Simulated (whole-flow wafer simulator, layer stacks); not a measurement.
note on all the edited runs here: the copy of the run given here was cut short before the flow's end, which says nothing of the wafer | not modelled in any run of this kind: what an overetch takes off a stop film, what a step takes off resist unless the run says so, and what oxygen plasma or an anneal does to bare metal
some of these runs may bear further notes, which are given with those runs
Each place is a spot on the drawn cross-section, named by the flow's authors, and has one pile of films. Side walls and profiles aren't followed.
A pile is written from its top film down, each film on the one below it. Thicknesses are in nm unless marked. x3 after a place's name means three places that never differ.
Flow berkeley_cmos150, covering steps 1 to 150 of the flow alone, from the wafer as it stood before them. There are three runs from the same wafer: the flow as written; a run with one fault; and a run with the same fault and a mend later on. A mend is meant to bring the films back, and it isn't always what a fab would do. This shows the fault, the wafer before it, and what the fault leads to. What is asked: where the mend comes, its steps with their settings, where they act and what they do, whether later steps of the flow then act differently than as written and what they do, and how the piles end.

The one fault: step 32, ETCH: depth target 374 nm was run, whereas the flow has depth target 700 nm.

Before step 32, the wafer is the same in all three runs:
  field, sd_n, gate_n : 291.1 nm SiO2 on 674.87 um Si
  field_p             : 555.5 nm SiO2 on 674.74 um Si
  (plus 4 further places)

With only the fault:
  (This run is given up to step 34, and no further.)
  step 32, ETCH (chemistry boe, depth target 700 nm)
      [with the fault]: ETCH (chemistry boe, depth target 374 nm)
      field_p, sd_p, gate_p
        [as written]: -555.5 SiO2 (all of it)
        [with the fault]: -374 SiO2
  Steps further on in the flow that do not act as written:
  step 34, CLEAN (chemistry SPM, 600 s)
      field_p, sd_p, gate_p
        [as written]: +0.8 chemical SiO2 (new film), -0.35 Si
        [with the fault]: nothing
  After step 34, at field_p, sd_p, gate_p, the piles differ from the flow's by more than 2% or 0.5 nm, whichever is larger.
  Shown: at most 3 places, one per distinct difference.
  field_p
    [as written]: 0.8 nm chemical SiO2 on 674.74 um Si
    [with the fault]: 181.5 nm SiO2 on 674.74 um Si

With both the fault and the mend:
  After step 33 comes the mend.
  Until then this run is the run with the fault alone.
  step 33a, ETCH (chemistry boe, depth target 326 nm) (a further turn of the flow's step 32, with different settings)
      field_p, sd_p, gate_p
        -181.5 SiO2 (all of it)
  None of the later steps of the flow acts differently than as written at any place that is followed.
  At every place that both follow, the piles at the end match the flow's.
